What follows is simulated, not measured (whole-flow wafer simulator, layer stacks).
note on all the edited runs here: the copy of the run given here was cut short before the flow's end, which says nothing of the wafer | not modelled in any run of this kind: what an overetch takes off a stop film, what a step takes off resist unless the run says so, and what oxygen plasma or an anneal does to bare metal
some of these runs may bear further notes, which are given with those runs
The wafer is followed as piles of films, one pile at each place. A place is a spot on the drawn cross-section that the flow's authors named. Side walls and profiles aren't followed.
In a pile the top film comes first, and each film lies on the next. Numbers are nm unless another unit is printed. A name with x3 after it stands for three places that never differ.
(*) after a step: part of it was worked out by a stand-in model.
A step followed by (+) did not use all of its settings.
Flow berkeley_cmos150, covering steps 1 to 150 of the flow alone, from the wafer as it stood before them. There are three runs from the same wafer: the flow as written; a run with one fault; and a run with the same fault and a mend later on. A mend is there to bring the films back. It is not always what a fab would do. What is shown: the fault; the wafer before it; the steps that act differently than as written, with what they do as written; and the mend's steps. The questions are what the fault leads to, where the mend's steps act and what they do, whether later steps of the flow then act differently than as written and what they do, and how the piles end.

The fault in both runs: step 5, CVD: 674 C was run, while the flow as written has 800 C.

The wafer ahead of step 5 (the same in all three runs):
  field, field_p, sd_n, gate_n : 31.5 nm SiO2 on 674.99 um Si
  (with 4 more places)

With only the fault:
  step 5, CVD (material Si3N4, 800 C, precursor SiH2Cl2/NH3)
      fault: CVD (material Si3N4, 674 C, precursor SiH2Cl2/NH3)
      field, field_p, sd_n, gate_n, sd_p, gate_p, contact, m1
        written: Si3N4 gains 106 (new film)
        fault: Si3N4 gains 12 (new film)
  Steps further on in the flow that do not act as written (not shown: 34 more steps that differ only slightly, by at most 2% or 0.5 nm, whichever is larger):
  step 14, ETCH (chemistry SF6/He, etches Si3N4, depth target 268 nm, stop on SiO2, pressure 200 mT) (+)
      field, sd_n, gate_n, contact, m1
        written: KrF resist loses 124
        fault: KrF resist loses 21.8
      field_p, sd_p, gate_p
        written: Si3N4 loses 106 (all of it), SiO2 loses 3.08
        fault: Si3N4 loses 12 (all of it), SiO2 loses 3.08
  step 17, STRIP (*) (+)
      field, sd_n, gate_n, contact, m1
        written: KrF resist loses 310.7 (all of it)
        fault: KrF resist loses 412.9 (all of it)
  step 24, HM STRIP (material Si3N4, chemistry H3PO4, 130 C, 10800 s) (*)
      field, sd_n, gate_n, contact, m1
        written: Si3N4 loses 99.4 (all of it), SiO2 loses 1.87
        fault: Si3N4 loses 5.36 (all of it), SiO2 loses 2.67
  At the end the piles are close to the flow's at the places that both follow, differing by at most 2% or 0.5 nm, whichever is larger.

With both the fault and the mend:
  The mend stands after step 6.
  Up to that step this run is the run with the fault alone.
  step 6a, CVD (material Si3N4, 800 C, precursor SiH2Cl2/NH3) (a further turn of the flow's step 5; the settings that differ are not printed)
      field, field_p, sd_n, gate_n, sd_p, gate_p, contact, m1
        Si3N4 gains 94
  Later steps of the flow that are run all act as written at every place that is followed, up to a difference of at most 2% or 0.5 nm, whichever is larger.
  By the end, the piles equal the flow's at every place that both follow.
